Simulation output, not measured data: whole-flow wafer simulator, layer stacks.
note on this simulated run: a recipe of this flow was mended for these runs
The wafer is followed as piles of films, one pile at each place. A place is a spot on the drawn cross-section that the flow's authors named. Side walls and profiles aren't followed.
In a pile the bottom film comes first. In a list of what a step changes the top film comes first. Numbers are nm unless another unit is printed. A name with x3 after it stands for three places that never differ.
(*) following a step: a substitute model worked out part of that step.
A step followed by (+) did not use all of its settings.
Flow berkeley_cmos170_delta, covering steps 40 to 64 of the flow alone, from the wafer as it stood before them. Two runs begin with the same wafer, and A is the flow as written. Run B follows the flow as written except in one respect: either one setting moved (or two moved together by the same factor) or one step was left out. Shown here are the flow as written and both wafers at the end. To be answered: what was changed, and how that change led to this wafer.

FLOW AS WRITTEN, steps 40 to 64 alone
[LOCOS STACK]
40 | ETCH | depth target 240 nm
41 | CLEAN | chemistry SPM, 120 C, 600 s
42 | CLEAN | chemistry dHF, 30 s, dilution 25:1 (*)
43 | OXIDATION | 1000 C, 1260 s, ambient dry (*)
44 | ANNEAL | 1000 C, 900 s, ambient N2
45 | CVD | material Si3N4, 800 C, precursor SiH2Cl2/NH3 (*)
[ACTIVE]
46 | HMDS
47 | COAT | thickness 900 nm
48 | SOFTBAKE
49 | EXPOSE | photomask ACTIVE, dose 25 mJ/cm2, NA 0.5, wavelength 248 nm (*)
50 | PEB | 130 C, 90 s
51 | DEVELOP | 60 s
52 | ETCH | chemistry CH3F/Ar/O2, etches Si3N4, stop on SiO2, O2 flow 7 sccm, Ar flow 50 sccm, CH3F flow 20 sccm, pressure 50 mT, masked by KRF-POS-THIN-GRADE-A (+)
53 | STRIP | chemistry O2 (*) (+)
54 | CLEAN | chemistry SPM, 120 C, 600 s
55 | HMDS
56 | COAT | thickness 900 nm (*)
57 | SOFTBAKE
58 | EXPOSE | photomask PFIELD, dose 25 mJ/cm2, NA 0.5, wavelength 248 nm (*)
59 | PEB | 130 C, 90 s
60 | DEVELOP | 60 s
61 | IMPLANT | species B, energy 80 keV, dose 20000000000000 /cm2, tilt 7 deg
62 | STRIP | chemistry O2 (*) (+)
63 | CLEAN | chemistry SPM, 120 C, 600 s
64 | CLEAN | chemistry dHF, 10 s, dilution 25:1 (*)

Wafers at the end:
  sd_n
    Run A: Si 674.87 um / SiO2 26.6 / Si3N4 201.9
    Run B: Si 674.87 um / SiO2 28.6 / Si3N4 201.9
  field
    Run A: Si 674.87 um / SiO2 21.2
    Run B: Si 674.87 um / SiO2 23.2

The reason: step 43, OXIDATION: 1008 C was run, whereas the flow has 1000 C.

The path from the change to this, step by step:
  43 | OXIDATION | 1000 C, 1260 s, ambient dry (*)
      field, sd_n, spacer_n and 6 more: A SiO2 gains 26.6 (new film), Si loses 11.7 | B SiO2 gains 28.6 (new film), Si loses 12.6
